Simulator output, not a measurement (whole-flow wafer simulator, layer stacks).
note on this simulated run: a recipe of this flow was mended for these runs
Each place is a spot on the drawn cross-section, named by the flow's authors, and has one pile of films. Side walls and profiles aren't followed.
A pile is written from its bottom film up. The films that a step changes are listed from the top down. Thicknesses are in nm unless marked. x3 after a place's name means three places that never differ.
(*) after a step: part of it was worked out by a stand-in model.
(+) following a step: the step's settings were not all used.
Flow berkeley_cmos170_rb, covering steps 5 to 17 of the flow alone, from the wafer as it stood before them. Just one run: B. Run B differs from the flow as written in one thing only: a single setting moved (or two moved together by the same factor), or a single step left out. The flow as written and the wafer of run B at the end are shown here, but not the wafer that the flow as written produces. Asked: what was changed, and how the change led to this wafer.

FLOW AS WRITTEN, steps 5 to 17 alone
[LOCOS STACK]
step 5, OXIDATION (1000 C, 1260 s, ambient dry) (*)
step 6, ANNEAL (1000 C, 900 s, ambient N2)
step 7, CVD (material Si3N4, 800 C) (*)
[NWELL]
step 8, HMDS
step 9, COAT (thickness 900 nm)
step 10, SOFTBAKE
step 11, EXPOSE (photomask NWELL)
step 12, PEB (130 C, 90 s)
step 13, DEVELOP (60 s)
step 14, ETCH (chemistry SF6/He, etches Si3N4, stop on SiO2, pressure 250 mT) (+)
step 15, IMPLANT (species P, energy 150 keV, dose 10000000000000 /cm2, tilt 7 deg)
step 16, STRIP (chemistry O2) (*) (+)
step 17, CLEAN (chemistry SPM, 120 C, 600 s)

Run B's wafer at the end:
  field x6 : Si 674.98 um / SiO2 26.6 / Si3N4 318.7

Cause: step 7, CVD: 832 C was run, though the flow has 800 C.

Step by step, how the change led to this:
  step 7, CVD (material Si3N4, 800 C) (*)
      field x6, sd_p x3: +318.7 Si3N4 (new film) (it would be, as written: +220 Si3N4 (new film))
  step 14, ETCH (chemistry SF6/He, etches Si3N4, stop on SiO2, pressure 250 mT) (+)
      field x6: -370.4 KrF-resist (it would be, as written: -263 KrF-resist)
      sd_p x3: -318.7 Si3N4 (all of it), -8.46 SiO2 (it would be, as written: -220 Si3N4 (all of it), -8.46 SiO2)
  step 16, STRIP (chemistry O2) (*) (+)
      field x6: -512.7 KrF-resist (all of it) (it would be, as written: -620 KrF-resist (all of it))
